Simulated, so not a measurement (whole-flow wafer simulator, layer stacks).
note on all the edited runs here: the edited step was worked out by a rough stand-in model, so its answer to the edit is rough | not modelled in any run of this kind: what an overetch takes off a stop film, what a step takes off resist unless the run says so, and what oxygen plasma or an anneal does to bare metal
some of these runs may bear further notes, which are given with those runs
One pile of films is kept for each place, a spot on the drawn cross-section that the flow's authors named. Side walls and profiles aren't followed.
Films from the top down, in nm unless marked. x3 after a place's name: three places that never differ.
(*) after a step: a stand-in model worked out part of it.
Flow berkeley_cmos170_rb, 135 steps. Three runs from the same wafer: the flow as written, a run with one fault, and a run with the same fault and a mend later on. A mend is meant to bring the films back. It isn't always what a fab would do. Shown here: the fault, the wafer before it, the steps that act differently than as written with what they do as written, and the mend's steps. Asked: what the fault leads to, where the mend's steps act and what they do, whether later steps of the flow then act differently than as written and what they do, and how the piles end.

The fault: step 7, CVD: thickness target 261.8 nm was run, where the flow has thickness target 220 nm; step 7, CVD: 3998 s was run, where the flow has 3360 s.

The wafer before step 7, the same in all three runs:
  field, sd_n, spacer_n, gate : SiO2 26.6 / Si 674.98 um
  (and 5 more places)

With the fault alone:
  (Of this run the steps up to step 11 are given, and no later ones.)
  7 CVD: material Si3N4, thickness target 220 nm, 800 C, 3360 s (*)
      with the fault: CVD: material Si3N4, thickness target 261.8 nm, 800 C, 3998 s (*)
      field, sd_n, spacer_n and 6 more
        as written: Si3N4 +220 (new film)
        with the fault: Si3N4 +261.8 (new film)
  No later step of the flow up to step 11 acts differently than as written at any place that is followed.
  After step 11 the piles differ from the flow's by more than 2% or 0.5 nm, whichever is larger, at field, sd_n, spacer_n and 6 more.
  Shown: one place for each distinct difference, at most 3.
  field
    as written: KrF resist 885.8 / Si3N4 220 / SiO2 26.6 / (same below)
    with the fault: KrF resist 885.8 / Si3N4 261.8 / SiO2 26.6 / (same below)
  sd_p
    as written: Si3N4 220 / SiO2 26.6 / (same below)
    with the fault: Si3N4 261.8 / SiO2 26.6 / (same below)

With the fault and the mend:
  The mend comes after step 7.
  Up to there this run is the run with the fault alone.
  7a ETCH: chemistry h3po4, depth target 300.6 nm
      field, sd_n, spacer_n and 6 more
        Si3N4 -261.8 (all of it)
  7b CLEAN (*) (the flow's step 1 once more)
      changes no film at any place that is followed
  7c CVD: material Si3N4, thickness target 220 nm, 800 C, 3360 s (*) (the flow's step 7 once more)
      field, sd_n, spacer_n and 6 more
        Si3N4 +220 (new film)
  No later step of the flow acts differently than as written at any place that is followed.
  At the end the piles are the same as the flow's at every place that both follow.
